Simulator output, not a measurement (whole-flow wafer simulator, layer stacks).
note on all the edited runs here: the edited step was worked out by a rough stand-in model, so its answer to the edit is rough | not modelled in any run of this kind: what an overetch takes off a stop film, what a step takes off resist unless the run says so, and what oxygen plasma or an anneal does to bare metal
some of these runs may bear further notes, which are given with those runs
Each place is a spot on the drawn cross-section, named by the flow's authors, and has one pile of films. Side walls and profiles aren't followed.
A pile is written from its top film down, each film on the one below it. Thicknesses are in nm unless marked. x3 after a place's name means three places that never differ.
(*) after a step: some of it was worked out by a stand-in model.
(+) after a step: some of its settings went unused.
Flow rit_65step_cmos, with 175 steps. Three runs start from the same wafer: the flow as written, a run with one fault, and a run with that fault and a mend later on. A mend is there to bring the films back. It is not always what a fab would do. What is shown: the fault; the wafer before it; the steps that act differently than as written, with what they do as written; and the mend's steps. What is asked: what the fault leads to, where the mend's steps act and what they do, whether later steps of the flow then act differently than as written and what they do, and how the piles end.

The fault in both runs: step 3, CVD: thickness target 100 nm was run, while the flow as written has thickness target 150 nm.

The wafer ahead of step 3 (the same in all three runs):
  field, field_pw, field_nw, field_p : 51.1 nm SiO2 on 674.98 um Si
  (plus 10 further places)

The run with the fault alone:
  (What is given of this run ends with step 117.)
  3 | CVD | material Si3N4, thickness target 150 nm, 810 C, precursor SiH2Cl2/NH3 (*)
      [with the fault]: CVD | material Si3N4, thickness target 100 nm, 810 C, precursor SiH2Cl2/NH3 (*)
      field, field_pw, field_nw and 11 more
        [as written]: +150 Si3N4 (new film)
        [with the fault]: +100 Si3N4 (new film)
  Steps later in the flow that act otherwise than as written (37 other steps are not shown; they differ only slightly, by no more than 2% or 0.5 nm, whichever is larger):
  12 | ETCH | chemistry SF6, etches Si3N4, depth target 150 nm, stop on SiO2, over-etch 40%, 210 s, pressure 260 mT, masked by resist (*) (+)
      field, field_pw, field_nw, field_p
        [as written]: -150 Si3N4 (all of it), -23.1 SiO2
        [with the fault]: -100 Si3N4 (all of it), -42.3 SiO2
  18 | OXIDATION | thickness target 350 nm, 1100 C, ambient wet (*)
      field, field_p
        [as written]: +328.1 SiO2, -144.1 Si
        [with the fault]: +343.8 SiO2, -151 Si
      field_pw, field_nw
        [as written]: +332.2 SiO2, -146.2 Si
        [with the fault]: +346.9 SiO2, -152.6 Si
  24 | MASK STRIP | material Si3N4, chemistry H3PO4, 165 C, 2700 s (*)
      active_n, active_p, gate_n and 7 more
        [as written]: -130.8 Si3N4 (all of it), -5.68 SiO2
        [with the fault]: -80.8 Si3N4 (all of it), -7.59 SiO2
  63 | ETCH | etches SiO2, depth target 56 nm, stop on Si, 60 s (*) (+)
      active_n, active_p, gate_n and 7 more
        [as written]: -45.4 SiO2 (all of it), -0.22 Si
        [with the fault]: -43.5 SiO2 (all of it), -0.26 Si
  After step 117 the piles are close to the flow's at the places that both follow, differing by at most 2% or 0.5 nm, whichever is larger.

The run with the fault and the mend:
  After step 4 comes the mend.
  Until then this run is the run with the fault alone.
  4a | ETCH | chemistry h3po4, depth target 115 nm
      field, field_pw, field_nw and 11 more
        -100 Si3N4 (all of it)
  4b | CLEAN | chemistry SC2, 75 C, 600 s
      does not change any film at any place that is followed
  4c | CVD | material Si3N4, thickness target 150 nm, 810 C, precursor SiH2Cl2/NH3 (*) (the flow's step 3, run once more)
      field, field_pw, field_nw and 11 more
        +150 Si3N4 (new film)
  Later steps of the flow that are run all act as written at every place that is followed.
  The piles end the same as the flow's at every place that both follow.
